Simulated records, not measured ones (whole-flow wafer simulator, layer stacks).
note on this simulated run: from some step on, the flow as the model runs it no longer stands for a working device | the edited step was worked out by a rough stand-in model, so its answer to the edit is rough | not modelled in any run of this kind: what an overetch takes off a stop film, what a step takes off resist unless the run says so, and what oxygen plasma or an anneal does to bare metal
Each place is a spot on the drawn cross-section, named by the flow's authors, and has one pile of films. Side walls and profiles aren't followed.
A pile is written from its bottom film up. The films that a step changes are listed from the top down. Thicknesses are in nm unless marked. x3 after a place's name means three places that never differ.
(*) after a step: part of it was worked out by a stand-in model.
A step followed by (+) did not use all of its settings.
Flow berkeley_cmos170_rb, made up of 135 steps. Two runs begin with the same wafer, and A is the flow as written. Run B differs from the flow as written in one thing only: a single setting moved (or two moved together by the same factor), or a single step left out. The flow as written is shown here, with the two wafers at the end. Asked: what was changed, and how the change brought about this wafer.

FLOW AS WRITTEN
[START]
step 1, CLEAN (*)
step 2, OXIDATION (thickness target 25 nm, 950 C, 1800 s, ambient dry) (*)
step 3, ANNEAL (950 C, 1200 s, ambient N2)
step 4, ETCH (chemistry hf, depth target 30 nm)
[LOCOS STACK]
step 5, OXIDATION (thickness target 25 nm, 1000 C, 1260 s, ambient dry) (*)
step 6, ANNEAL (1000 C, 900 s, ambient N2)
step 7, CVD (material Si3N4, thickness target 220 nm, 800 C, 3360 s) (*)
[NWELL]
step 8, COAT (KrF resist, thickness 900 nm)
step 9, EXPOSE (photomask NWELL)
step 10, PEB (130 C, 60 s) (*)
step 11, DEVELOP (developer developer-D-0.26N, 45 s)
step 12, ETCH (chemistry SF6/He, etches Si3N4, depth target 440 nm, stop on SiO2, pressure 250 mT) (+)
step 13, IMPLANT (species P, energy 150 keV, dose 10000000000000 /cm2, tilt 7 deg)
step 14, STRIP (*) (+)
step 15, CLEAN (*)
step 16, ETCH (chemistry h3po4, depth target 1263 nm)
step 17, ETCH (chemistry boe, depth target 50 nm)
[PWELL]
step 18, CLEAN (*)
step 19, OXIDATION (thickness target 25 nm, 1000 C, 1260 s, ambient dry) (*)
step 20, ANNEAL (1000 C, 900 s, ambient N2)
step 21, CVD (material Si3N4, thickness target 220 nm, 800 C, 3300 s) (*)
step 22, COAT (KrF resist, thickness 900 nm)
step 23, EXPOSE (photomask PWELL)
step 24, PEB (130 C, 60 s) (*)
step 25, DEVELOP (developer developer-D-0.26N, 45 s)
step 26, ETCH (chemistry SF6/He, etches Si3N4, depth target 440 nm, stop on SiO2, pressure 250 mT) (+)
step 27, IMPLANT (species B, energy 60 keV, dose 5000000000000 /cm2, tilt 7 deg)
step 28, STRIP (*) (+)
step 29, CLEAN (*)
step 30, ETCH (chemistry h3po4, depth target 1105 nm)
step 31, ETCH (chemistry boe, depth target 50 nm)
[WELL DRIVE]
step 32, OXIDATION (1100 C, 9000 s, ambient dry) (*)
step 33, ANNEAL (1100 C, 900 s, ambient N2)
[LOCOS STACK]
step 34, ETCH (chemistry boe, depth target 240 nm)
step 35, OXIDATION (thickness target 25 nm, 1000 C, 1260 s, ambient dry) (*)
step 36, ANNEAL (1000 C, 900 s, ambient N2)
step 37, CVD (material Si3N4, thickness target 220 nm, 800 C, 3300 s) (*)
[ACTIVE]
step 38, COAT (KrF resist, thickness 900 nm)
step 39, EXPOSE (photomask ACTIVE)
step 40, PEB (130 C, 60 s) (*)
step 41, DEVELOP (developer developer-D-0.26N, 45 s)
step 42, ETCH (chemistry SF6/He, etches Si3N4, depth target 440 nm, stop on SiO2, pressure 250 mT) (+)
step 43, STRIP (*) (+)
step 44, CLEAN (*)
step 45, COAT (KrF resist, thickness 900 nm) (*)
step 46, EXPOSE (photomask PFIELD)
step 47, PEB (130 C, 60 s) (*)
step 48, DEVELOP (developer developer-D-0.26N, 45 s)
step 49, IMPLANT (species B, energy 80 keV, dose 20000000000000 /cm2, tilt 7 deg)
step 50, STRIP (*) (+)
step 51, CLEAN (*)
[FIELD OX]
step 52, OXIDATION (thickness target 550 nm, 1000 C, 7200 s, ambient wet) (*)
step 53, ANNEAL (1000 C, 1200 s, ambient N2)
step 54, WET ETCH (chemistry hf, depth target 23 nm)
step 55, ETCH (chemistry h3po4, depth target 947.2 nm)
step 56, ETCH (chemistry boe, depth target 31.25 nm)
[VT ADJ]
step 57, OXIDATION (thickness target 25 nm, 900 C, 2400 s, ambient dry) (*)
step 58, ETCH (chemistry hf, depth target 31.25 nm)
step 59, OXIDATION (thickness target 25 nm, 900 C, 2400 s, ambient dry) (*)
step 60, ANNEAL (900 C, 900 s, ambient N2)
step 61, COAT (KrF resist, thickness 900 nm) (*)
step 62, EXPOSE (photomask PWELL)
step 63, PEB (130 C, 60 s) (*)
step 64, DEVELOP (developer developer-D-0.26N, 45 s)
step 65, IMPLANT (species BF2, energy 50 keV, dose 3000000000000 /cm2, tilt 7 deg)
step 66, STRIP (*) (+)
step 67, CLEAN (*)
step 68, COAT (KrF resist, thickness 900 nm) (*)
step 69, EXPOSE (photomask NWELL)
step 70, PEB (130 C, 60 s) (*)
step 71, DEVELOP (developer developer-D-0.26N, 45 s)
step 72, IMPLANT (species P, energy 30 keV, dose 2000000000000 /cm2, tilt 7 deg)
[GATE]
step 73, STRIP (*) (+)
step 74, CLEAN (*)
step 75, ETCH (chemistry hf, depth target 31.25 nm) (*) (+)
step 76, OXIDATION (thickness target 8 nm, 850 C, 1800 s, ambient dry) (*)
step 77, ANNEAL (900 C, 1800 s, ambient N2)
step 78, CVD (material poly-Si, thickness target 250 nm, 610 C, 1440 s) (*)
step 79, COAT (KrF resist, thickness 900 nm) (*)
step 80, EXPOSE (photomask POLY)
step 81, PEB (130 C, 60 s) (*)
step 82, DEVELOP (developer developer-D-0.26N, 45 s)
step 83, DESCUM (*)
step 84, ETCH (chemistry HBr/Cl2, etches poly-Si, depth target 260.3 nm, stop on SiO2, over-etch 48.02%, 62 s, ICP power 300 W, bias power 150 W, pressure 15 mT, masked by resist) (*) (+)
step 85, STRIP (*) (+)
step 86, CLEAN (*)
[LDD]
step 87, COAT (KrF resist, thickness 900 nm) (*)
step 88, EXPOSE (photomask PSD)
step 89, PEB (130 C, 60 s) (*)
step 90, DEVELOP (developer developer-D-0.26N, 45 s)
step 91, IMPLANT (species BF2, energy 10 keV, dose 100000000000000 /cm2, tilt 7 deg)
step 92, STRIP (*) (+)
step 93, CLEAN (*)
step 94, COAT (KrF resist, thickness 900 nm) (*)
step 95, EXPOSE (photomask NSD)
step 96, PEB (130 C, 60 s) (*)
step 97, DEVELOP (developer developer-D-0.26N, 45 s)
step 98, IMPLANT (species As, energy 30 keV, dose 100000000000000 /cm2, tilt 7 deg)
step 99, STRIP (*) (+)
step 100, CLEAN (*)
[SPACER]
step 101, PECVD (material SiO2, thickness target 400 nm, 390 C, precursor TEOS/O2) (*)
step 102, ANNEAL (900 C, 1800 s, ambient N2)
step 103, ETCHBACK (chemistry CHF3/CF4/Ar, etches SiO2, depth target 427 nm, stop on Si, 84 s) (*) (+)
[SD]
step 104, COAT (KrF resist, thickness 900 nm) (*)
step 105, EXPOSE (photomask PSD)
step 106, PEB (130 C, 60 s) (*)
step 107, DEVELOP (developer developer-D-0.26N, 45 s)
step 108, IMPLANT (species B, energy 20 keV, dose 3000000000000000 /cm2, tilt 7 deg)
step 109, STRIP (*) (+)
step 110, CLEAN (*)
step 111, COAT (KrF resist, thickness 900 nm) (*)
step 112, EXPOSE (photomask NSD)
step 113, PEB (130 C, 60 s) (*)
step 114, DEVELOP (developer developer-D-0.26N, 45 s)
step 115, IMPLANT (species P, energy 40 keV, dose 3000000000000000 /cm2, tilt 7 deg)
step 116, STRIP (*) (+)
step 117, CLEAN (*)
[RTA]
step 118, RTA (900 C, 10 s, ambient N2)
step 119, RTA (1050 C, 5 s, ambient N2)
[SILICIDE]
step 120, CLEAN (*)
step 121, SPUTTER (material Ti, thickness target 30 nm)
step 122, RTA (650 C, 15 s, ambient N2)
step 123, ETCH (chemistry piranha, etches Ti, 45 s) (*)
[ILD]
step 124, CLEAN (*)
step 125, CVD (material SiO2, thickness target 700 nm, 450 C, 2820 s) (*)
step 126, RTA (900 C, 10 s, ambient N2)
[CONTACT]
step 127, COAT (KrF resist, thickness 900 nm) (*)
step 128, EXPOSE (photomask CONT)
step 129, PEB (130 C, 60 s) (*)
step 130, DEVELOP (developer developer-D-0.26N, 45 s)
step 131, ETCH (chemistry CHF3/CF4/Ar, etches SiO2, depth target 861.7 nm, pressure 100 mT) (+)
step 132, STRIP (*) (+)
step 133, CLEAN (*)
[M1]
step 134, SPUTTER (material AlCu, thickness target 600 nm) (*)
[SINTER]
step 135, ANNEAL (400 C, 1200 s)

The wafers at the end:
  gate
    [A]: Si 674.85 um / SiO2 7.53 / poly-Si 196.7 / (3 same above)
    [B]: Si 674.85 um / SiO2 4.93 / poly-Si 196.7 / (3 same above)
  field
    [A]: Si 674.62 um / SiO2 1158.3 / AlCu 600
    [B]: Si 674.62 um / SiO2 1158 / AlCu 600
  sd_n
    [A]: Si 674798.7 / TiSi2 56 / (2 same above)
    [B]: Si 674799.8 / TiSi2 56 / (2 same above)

The reason: step 76, OXIDATION: 808 C was run, whereas the flow has 850 C.

How this came from the change, step by step:
  step 76, OXIDATION (thickness target 8 nm, 850 C, 1800 s, ambient dry) (*)
      sd_n, spacer_n, gate, sd_p, spacer_p, gate_p, contact, m1: A SiO2 gains 7.53 (new film), Si loses 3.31 | B SiO2 gains 4.93 (new film), Si loses 2.17
